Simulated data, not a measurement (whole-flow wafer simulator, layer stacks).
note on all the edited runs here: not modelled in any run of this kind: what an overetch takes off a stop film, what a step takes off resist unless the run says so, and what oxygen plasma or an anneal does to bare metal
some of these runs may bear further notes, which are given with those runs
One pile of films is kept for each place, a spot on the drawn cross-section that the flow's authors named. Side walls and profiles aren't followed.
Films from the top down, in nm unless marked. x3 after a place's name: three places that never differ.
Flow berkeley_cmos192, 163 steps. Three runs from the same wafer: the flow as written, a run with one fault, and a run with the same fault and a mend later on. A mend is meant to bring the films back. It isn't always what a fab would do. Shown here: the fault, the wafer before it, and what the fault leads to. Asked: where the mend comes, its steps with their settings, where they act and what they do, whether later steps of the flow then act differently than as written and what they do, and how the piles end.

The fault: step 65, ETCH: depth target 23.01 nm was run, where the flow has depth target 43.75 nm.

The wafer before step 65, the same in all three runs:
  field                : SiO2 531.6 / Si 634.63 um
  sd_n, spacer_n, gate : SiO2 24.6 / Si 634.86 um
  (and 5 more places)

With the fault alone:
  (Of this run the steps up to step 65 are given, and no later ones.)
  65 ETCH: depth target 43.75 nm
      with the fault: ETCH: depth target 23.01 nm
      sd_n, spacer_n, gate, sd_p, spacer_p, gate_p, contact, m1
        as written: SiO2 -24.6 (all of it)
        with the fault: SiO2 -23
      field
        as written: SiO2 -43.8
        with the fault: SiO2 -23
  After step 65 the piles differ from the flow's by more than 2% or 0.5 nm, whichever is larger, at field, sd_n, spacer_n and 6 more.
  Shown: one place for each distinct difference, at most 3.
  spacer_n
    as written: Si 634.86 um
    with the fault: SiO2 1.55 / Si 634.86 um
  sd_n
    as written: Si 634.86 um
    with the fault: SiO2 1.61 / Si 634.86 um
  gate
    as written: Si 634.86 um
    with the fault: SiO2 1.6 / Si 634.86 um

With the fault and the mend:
  The mend comes after step 65.
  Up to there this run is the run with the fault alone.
  65a ETCH: depth target 20.74 nm (the flow's step 65 once more, with other settings)
      spacer_n, spacer_p, gate_p, contact, m1
        SiO2 -1.55 (all of it)
      sd_n, sd_p
        SiO2 -1.61 (all of it)
      field
        SiO2 -20.7
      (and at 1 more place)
  No later step of the flow acts differently than as written, at any place that is followed, by more than 2% or 0.5 nm, whichever is larger.
  At the end the piles are the same as the flow's at every place that both follow.
